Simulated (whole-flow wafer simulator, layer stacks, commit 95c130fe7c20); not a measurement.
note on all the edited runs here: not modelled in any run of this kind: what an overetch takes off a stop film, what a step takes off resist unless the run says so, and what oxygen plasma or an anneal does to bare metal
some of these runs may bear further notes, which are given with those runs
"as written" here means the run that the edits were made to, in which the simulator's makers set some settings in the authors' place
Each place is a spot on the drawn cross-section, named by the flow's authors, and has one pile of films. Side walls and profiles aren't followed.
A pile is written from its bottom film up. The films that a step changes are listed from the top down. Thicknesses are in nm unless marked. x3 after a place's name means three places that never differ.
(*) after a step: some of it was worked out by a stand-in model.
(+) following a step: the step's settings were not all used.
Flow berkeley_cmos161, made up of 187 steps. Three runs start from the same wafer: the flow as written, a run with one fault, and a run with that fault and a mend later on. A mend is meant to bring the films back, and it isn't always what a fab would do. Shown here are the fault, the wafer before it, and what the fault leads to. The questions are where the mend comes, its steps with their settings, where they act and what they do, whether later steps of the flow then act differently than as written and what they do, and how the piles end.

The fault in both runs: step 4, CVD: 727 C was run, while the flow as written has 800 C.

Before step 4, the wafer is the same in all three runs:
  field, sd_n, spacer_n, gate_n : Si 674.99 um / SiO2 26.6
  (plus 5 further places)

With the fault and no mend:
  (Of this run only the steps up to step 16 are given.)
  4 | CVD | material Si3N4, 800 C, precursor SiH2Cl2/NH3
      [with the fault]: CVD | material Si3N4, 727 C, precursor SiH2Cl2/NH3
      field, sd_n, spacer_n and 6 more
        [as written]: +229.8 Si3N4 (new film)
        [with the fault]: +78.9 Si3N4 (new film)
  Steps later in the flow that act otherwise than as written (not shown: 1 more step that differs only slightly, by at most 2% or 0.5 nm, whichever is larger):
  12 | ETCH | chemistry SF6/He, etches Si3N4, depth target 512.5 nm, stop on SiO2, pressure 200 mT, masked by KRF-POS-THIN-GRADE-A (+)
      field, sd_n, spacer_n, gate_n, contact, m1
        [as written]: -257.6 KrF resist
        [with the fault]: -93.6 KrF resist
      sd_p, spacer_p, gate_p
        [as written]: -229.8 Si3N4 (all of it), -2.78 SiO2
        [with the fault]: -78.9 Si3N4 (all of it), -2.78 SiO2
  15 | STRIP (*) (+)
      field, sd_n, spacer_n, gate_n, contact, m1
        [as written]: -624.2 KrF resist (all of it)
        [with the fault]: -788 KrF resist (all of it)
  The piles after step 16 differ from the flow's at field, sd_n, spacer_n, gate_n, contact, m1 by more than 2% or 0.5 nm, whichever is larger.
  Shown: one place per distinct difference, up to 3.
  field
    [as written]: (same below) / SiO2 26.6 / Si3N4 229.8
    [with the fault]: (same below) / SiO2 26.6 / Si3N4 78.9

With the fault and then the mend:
  The mend follows step 4.
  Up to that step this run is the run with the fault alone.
  4a | CVD | material Si3N4, 800 C, precursor SiH2Cl2/NH3 (the flow's step 4 again, with other settings that aren't printed)
      field, sd_n, spacer_n and 6 more
        +150.9 Si3N4
  Every later step of the flow that is run acts as written at every place that is followed.
  By the end, the piles equal the flow's at every place that both follow.
